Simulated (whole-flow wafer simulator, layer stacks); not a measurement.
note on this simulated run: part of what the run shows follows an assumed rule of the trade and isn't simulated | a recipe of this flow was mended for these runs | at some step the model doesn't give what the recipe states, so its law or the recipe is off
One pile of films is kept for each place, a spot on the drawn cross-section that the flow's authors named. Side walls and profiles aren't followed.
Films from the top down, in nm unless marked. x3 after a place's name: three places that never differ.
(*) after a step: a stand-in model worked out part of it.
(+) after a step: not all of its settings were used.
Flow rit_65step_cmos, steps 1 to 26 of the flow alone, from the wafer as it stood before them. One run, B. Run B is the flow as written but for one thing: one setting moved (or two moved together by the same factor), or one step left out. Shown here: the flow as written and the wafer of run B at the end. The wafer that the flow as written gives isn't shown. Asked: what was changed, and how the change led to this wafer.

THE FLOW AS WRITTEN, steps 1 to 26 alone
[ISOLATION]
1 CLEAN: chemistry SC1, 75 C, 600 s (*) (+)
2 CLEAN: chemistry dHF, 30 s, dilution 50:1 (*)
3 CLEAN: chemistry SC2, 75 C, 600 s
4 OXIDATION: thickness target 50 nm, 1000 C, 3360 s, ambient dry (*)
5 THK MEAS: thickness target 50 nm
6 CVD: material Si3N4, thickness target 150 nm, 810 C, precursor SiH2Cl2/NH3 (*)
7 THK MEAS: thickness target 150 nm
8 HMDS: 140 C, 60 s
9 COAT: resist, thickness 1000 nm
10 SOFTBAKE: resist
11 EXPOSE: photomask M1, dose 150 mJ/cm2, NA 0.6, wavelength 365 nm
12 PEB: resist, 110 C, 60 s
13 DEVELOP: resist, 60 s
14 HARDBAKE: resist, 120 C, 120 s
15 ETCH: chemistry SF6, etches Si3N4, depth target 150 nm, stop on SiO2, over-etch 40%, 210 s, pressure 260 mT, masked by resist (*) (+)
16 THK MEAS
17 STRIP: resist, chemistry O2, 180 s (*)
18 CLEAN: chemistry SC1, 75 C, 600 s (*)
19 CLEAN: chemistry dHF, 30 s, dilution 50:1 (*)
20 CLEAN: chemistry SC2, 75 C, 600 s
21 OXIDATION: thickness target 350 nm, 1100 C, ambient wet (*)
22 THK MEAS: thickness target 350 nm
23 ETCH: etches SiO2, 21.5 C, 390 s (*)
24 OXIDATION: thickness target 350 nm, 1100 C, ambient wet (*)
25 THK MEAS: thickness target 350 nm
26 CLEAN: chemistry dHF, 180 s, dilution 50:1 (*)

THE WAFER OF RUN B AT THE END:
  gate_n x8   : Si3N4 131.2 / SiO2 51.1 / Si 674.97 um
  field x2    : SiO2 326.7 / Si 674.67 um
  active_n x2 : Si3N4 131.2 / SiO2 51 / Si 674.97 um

The cause: step 26, CLEAN: 252 s was run, where the flow has 180 s.

How the change led to this, step by step:
  26 CLEAN: chemistry dHF, 180 s, dilution 50:1 (*)
      active_n x2, gate_n x8: SiO2 -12 (all of it), Si3N4 -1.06 (as written it would be: SiO2 -12 (all of it), Si3N4 -0.44)
      field x2, field_pw x2: SiO2 -23.3 (as written it would be: SiO2 -16.7)
